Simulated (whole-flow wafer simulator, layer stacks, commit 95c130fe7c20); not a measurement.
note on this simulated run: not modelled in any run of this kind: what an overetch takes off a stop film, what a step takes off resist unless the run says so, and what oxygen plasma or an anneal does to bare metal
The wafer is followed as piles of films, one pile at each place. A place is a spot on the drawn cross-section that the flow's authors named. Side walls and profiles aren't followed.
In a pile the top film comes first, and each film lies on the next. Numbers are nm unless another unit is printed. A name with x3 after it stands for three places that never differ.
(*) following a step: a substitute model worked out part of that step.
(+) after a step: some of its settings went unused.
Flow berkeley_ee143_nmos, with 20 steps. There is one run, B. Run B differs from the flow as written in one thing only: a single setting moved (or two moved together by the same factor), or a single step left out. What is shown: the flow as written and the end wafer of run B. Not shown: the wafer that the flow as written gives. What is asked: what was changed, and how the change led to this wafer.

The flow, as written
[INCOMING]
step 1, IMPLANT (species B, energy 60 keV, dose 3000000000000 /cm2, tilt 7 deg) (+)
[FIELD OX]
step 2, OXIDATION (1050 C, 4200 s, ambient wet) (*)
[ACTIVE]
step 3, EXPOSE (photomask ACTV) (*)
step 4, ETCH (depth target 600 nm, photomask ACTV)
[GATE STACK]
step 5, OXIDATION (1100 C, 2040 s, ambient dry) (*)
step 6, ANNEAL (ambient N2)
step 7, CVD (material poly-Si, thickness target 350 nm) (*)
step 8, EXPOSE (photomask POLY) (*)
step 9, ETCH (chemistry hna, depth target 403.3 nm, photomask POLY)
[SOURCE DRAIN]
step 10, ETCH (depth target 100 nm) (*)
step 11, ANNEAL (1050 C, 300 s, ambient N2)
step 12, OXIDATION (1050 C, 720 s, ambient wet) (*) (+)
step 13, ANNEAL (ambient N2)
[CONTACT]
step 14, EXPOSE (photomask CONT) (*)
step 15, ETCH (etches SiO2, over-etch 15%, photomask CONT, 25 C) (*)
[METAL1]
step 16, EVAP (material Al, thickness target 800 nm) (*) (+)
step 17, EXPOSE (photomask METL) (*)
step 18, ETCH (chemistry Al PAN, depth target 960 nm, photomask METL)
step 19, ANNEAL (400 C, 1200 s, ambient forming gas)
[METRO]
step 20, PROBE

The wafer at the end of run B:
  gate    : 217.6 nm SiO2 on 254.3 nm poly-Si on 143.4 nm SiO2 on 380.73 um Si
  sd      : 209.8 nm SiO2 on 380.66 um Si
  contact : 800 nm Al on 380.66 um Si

What caused this: step 4, ETCH: depth target 460 nm was run, whereas the flow has depth target 600 nm.

The path from the change to this, step by step:
  step 4, ETCH (depth target 600 nm, photomask ACTV)
      gate, sd, contact: SiO2 loses 460 (it would be, as written: SiO2 loses 566.4 (all of it))
  step 5, OXIDATION (1100 C, 2040 s, ambient dry) (*)
      gate, sd, contact: SiO2 gains 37, Si loses 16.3 (it would be, as written: SiO2 gains 79.7 (new film), Si loses 35.1)
  step 10, ETCH (depth target 100 nm) (*)
      sd, contact: SiO2 loses 100 (it would be, as written: SiO2 loses 79.7 (all of it))
  step 12, OXIDATION (1050 C, 720 s, ambient wet) (*) (+)
      sd, contact: SiO2 gains 166.4, Si loses 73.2 (it would be, as written: SiO2 gains 189.4 (new film), Si loses 83.4)
  step 15, ETCH (etches SiO2, over-etch 15%, photomask CONT, 25 C) (*)
      contact: SiO2 loses 209.8 (all of it) (it would be, as written: SiO2 loses 189.4 (all of it))
